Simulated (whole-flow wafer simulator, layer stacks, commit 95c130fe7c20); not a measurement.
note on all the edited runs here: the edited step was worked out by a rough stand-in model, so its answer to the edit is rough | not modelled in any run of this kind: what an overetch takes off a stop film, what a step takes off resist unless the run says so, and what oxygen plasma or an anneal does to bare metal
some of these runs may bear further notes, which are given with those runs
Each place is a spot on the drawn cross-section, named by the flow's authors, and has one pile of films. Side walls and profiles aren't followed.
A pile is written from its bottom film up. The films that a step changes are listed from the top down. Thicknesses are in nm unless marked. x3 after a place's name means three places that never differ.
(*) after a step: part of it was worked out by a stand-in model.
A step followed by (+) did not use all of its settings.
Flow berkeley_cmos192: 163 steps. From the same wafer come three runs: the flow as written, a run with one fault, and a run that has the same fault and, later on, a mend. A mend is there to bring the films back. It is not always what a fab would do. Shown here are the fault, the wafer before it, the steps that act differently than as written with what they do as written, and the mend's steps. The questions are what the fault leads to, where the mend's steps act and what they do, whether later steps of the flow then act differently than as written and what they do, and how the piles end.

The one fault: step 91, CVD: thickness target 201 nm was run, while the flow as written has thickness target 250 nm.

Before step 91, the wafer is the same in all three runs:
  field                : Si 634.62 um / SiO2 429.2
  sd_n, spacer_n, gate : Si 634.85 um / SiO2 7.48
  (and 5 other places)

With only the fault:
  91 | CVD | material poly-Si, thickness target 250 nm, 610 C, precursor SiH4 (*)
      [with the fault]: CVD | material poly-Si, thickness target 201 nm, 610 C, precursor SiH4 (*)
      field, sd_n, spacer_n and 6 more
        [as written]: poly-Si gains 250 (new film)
        [with the fault]: poly-Si gains 201 (new film)
  Steps further on in the flow that do not act as written (16 more steps, not shown, differ only slightly: by at most 2% or 0.5 nm, whichever is larger):
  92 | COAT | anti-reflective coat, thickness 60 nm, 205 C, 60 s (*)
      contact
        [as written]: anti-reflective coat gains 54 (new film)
        [with the fault]: anti-reflective coat gains 52.7 (new film)
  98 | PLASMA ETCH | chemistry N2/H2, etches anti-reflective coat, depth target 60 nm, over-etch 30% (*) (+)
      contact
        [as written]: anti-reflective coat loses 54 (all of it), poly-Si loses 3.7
        [with the fault]: anti-reflective coat loses 52.7 (all of it), poly-Si loses 3.64
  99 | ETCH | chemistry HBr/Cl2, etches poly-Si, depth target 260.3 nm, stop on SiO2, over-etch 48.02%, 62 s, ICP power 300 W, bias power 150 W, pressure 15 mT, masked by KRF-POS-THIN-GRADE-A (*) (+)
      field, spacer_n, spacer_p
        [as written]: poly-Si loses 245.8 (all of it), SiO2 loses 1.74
        [with the fault]: poly-Si loses 196.9 (all of it), SiO2 loses 5.5
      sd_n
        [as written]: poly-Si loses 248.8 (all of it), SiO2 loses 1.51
        [with the fault]: poly-Si loses 199.8 (all of it), SiO2 loses 5.28
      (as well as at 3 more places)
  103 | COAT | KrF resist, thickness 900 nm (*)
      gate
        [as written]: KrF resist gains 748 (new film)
        [with the fault]: KrF resist gains 787.9 (new film)
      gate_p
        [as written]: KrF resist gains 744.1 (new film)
        [with the fault]: KrF resist gains 783.9 (new film)
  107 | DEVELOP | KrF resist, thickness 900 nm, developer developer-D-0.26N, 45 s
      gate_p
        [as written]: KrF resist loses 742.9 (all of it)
        [with the fault]: KrF resist loses 782.7 (all of it)
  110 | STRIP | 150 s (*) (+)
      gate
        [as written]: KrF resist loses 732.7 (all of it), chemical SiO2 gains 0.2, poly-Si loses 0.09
        [with the fault]: KrF resist loses 772.4 (all of it), chemical SiO2 gains 0.2, poly-Si loses 0.09
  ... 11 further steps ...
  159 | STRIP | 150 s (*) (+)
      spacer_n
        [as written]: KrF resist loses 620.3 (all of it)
        [with the fault]: KrF resist loses 646.1 (all of it)
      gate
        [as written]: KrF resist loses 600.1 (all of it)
        [with the fault]: KrF resist loses 623.2 (all of it)
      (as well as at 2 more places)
  The piles end different from the flow's at spacer_n, gate, spacer_p, gate_p by more than 2% or 0.5 nm, whichever is larger.
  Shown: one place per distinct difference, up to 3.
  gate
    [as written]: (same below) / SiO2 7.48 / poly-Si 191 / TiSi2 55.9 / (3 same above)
    [with the fault]: (same below) / SiO2 7.48 / poly-Si 142 / TiSi2 55.9 / (3 same above)
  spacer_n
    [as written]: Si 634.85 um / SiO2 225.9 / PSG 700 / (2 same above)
    [with the fault]: Si 634.85 um / SiO2 176.9 / PSG 700 / (2 same above)
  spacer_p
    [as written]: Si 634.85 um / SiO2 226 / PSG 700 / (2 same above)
    [with the fault]: Si 634.85 um / SiO2 177 / PSG 700 / (2 same above)

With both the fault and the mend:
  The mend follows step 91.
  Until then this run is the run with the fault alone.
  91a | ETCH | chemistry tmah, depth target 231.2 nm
      field, sd_n, spacer_n and 6 more
        poly-Si loses 201 (all of it)
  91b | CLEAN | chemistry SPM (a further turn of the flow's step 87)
      does not change any film at any place that is followed
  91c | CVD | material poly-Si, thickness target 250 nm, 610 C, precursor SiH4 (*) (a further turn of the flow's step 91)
      field, sd_n, spacer_n and 6 more
        poly-Si gains 250 (new film)
  Every later step of the flow that is run acts as written at every place that is followed.
  The piles end the same as the flow's at every place that both follow.
